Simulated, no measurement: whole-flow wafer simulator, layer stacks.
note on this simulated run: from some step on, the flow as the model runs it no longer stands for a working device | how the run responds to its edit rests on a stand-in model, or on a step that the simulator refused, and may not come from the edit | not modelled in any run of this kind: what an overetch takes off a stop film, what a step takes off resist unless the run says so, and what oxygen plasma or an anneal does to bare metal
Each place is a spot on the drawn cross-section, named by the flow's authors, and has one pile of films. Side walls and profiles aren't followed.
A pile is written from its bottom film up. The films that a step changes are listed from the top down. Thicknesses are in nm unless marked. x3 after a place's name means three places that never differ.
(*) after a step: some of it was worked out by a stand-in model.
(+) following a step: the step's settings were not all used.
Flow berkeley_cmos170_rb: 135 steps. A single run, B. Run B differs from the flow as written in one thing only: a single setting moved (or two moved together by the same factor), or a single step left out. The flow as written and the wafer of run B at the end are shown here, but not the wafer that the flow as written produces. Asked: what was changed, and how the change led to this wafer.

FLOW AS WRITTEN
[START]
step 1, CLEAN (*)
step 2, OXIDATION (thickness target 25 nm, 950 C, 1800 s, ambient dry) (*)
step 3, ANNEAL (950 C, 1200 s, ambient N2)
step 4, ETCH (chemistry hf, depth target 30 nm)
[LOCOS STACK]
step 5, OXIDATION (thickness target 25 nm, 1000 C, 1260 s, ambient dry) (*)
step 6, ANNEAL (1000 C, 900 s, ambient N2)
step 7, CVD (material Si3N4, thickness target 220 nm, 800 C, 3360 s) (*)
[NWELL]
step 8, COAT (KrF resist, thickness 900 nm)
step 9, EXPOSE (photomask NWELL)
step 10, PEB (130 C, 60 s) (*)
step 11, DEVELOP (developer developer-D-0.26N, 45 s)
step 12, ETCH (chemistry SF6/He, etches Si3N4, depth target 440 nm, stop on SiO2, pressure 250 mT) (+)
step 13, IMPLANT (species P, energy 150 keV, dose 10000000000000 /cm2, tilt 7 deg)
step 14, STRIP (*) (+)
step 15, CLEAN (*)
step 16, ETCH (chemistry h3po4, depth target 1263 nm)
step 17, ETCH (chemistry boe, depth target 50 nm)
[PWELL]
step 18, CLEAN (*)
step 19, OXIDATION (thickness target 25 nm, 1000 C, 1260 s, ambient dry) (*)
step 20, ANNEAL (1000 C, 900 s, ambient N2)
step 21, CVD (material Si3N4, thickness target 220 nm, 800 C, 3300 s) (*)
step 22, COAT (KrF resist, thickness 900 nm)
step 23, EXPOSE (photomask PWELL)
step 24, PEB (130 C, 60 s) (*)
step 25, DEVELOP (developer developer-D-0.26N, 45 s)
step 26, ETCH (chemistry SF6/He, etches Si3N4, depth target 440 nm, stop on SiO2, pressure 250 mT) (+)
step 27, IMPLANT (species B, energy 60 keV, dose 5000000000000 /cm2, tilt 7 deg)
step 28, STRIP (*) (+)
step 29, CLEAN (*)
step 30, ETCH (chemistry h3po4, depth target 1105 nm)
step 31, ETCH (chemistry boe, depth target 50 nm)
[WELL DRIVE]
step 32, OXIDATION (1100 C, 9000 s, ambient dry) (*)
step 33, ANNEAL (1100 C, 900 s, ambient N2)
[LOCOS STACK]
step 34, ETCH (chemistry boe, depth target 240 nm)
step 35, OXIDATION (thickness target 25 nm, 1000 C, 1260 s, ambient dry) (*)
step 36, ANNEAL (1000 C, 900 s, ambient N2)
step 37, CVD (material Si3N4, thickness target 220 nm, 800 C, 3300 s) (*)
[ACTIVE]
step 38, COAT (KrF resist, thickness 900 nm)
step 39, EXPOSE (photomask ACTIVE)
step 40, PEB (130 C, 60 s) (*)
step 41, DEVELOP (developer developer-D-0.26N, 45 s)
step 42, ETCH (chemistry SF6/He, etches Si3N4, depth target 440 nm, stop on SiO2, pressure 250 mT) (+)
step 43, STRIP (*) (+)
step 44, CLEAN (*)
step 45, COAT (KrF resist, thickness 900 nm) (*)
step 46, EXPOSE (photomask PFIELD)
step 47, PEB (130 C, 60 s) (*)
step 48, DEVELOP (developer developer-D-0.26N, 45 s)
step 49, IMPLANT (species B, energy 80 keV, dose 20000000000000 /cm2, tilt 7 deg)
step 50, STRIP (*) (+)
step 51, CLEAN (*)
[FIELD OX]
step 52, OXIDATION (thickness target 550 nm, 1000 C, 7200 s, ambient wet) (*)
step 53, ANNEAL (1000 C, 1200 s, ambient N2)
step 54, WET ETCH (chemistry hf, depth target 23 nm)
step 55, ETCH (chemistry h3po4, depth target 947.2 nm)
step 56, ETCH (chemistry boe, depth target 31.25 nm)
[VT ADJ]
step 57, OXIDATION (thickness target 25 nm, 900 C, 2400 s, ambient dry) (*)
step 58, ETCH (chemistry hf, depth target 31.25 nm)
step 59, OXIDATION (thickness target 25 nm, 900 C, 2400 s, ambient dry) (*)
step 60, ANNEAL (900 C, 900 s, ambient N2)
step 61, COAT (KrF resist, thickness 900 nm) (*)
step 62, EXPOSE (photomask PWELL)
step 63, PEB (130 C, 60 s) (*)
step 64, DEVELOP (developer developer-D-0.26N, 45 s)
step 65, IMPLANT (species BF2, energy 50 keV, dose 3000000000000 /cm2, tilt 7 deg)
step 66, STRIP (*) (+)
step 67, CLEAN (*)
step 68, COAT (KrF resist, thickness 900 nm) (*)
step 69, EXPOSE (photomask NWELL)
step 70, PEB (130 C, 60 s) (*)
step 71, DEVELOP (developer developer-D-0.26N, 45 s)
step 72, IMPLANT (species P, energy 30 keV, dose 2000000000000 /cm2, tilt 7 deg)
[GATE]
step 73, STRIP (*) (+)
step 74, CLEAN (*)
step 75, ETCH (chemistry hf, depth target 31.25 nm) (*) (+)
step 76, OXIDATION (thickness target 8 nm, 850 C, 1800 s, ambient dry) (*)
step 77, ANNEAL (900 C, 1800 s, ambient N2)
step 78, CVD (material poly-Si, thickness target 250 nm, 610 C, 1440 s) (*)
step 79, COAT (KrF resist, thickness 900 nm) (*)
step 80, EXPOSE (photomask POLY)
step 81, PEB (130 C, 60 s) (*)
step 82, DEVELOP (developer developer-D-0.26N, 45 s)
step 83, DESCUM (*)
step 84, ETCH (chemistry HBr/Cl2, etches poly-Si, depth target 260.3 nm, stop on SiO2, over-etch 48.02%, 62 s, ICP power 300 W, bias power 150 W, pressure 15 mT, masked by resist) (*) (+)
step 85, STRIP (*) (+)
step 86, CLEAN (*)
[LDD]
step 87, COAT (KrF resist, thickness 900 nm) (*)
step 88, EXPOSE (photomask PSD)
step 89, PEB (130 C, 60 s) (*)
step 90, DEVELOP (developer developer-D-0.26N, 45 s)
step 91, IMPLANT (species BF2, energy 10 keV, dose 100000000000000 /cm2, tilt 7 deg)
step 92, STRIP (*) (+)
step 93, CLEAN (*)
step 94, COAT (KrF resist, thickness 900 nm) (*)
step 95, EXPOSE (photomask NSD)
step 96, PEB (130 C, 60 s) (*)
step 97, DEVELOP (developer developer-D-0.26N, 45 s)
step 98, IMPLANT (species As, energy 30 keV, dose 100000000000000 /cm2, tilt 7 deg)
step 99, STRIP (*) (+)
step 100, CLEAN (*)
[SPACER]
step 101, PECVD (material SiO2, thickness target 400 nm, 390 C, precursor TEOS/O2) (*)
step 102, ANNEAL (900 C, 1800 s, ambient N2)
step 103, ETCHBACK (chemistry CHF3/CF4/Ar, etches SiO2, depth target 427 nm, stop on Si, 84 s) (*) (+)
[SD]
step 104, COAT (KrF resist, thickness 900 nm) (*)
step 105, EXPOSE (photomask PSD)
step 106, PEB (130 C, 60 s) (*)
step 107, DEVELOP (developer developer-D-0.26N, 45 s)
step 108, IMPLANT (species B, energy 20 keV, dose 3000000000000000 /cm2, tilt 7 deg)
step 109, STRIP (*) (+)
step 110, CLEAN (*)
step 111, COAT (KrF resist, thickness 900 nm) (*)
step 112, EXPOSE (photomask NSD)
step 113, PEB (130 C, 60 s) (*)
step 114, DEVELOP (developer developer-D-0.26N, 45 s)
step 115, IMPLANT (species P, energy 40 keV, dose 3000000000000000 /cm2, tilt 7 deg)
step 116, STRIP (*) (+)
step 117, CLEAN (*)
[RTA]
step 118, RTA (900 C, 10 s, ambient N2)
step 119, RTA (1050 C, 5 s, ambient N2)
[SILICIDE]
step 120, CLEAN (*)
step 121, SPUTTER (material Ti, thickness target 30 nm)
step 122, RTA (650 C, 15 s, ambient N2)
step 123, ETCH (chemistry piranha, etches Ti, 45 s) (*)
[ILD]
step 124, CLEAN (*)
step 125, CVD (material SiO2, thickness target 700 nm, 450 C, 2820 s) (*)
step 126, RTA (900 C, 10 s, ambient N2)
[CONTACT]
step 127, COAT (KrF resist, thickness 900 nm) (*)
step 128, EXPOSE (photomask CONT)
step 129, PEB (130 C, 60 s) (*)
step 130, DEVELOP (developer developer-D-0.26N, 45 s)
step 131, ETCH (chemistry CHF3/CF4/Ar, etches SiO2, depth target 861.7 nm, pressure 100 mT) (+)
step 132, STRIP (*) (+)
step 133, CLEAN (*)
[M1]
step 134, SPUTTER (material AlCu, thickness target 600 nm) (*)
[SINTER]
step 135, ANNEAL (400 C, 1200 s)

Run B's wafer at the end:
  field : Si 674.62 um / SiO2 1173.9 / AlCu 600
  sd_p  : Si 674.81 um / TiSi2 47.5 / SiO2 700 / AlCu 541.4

The reason: step 38, COAT: thickness 450 nm was run, though the flow has thickness 900 nm; step 58, ETCH: depth target 15.62 nm was run, where the flow has depth target 31.25 nm.

Step by step, how the change led to this:
  step 38, COAT (KrF resist, thickness 900 nm)
      field, sd_n, spacer_n and 6 more: KrF resist gains 450 (new film) (it would be, as written: KrF resist gains 900 (new film))
  step 41, DEVELOP (developer developer-D-0.26N, 45 s)
      field: KrF resist loses 450 (all of it) (it would be, as written: KrF resist loses 900 (all of it))
  step 43, STRIP (*) (+)
      sd_n, spacer_n, gate, sd_p, spacer_p, gate_p, contact, m1: KrF resist loses 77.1 (all of it) (it would be, as written: KrF resist loses 527.1 (all of it))
  step 58, ETCH (chemistry hf, depth target 31.25 nm)
      field: SiO2 loses 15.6 (it would be, as written: SiO2 loses 31.2)
  step 121, SPUTTER (material Ti, thickness target 30 nm)
      sd_p: Ti gains 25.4 (new film) (it would be, as written: Ti gains 27.1 (new film))
  step 122, RTA (650 C, 15 s, ambient N2)
      sd_p: Ti loses 19.8, TiSi2 C49 gains 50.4 (new film), Si loses 45 (it would be, as written: Ti loses 21.1, TiSi first gains 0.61 (new film), TiSi2 C49 gains 52.9 (new film), Si loses 47.6)
  step 126, RTA (900 C, 10 s, ambient N2)
      sd_p: under 1 film: TiSi2 gains 47.5 (new film), TiSi2 C49 loses 50.4 (all of it) (it would be, as written: under 1 film: TiSi2 gains 50.7 (new film), TiSi first loses 0.61 (all of it), TiSi2 C49 loses 52.9 (all of it), Si loses 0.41)
